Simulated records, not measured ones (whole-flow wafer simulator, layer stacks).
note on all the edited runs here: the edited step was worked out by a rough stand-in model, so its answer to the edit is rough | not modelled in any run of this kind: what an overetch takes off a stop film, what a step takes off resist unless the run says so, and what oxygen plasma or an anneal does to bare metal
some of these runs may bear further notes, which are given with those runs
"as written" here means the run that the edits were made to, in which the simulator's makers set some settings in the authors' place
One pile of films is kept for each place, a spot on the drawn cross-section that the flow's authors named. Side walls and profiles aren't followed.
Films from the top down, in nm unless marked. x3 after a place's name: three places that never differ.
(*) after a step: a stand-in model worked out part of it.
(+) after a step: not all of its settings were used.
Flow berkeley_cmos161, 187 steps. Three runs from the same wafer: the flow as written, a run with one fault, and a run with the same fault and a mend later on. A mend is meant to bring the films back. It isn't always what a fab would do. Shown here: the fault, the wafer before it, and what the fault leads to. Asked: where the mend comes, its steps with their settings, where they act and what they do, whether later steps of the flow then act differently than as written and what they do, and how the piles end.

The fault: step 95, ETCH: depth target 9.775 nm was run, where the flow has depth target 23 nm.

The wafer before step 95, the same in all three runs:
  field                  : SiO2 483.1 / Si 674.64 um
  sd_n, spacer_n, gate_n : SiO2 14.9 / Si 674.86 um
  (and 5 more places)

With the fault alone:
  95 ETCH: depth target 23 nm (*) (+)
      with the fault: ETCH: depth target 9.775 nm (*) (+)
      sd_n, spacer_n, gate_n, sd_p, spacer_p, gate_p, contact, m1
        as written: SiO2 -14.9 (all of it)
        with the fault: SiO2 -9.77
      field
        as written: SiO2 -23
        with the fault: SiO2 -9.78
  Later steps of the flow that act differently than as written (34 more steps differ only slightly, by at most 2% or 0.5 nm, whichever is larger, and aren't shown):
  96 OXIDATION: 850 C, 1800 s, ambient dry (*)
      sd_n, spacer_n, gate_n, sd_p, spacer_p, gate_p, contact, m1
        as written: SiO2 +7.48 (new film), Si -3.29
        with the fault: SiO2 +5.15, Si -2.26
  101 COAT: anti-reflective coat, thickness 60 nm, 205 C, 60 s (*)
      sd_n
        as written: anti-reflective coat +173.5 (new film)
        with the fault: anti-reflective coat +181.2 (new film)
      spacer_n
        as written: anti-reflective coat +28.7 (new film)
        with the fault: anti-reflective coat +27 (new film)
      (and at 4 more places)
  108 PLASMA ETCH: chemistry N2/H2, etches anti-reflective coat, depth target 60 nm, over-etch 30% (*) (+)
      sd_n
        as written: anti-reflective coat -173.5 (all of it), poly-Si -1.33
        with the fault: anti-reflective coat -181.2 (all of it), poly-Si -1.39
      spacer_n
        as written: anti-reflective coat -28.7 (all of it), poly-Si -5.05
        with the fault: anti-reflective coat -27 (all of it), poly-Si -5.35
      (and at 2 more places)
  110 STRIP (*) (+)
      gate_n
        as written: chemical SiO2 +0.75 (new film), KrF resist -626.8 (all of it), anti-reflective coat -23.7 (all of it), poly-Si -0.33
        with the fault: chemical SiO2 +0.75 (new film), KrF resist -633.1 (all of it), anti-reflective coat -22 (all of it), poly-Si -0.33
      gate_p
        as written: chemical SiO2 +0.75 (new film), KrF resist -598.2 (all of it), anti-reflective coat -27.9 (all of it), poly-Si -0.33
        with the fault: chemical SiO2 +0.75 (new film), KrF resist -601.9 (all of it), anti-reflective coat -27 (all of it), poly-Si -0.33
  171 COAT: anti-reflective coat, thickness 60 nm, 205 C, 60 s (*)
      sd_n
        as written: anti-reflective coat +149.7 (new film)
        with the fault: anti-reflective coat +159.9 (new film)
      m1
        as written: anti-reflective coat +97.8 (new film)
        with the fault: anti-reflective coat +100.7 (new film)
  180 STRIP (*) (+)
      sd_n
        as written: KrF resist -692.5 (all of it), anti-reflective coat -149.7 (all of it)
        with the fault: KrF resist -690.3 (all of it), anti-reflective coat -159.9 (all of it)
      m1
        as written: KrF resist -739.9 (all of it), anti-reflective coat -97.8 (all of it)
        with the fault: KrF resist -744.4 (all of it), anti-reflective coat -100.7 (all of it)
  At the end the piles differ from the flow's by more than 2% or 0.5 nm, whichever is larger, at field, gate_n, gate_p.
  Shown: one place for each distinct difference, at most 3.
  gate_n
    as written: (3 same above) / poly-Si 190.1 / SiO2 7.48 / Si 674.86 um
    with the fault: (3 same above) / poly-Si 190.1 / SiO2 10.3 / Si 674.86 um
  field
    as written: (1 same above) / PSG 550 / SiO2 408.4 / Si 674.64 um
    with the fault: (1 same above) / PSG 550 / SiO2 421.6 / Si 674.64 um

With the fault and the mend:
  The mend comes after step 95.
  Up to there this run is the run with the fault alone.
  95a ETCH: depth target 13.22 nm (*) (+) (the flow's step 95 once more, with other settings)
      sd_n, spacer_n, gate_n, sd_p, spacer_p, gate_p, contact, m1
        SiO2 -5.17 (all of it)
      field
        SiO2 -13.2
  No later step of the flow acts differently than as written, at any place that is followed, by more than 2% or 0.5 nm, whichever is larger.
  At the end the piles are the same as the flow's at every place that both follow.
